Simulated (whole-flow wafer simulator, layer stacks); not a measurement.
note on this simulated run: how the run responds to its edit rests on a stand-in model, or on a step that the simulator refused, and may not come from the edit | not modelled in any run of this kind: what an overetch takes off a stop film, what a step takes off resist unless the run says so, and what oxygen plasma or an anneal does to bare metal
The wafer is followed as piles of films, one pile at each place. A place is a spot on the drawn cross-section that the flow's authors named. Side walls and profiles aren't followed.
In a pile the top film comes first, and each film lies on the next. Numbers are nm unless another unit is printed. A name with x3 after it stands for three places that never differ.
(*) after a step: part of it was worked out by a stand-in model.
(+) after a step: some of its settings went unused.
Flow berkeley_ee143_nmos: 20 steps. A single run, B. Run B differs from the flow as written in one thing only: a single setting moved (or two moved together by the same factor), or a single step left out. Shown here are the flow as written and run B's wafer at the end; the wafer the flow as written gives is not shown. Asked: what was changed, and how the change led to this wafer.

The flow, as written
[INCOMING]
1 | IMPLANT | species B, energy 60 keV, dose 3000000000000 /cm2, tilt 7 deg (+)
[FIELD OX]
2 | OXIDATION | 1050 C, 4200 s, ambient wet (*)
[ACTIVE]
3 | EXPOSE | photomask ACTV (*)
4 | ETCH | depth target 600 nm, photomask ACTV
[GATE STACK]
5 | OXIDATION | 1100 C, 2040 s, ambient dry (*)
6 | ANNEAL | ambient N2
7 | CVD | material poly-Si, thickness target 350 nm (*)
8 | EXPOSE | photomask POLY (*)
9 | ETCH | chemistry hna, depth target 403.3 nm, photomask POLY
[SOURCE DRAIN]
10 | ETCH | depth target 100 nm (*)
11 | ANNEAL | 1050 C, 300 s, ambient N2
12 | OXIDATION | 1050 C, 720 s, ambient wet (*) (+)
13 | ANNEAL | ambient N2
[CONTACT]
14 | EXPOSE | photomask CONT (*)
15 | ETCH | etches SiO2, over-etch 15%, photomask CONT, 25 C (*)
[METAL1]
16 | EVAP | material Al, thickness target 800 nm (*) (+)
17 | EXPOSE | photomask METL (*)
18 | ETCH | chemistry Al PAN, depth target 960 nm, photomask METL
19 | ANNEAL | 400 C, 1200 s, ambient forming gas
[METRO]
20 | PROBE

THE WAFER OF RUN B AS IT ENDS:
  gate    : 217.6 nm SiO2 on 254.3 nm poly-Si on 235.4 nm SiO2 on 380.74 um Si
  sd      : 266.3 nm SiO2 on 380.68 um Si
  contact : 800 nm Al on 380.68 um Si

Cause: step 4, ETCH: depth target 356 nm was run, whereas the flow has depth target 600 nm.

Step by step, how the change led to this:
  4 | ETCH | depth target 600 nm, photomask ACTV
      gate, sd, contact: SiO2 loses 356 (it would be, as written: SiO2 loses 566.4 (all of it))
  5 | OXIDATION | 1100 C, 2040 s, ambient dry (*)
      gate, sd, contact: SiO2 gains 25, Si loses 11 (it would be, as written: SiO2 gains 79.7 (new film), Si loses 35.1)
  10 | ETCH | depth target 100 nm (*)
      sd, contact: SiO2 loses 100 (it would be, as written: SiO2 loses 79.7 (all of it))
  12 | OXIDATION | 1050 C, 720 s, ambient wet (*) (+)
      sd, contact: SiO2 gains 130.9, Si loses 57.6 (it would be, as written: SiO2 gains 189.4 (new film), Si loses 83.4)
  15 | ETCH | etches SiO2, over-etch 15%, photomask CONT, 25 C (*)
      contact: SiO2 loses 266.3 (all of it) (it would be, as written: SiO2 loses 189.4 (all of it))
